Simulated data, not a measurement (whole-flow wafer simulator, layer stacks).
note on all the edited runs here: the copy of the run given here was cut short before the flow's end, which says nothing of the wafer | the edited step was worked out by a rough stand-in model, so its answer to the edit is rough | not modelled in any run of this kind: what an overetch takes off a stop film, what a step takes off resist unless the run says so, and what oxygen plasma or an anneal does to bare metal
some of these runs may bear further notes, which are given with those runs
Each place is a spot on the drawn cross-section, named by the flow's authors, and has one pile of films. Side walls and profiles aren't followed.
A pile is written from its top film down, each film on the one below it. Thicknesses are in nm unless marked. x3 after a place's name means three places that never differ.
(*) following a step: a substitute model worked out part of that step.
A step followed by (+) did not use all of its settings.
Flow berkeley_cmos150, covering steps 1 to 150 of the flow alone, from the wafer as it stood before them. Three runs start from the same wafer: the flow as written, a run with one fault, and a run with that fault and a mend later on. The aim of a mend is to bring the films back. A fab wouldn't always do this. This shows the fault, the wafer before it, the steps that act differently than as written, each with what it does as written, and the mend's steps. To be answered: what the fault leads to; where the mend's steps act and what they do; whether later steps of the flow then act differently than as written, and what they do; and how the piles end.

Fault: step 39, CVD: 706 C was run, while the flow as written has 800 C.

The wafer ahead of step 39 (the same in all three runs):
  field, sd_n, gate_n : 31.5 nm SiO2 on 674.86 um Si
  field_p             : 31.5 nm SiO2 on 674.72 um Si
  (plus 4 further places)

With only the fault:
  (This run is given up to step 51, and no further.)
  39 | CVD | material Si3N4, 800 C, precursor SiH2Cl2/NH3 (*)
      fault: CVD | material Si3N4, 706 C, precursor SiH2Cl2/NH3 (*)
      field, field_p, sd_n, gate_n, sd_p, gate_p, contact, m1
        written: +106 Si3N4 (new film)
        fault: +24.2 Si3N4 (new film)
  Steps later in the flow that act otherwise than as written:
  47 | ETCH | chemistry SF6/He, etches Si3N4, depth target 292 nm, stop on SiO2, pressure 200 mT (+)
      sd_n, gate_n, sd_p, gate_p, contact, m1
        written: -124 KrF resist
        fault: -35 KrF resist
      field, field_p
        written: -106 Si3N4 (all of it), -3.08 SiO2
        fault: -24.2 Si3N4 (all of it), -3.08 SiO2
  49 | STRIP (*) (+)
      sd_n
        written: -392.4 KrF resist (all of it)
        fault: -481.4 KrF resist (all of it)
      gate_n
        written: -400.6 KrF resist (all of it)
        fault: -489.6 KrF resist (all of it)
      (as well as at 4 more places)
  Once step 51 is done, the piles at sd_n, gate_n, sd_p, gate_p, contact, m1 depart from the flow's by more than 2% or 0.5 nm, whichever is larger.
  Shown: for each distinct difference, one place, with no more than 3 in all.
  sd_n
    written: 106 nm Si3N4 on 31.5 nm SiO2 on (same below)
    fault: 24.2 nm Si3N4 on 31.5 nm SiO2 on (same below)

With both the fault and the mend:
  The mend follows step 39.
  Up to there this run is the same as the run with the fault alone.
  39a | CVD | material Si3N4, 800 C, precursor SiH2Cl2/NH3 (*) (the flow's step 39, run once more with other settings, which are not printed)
      field, field_p, sd_n, gate_n, sd_p, gate_p, contact, m1
        +81.9 Si3N4
  Later steps of the flow that are run all act as written at every place that is followed, up to a difference of at most 2% or 0.5 nm, whichever is larger.
  At every place that both follow, the piles at the end match the flow's.
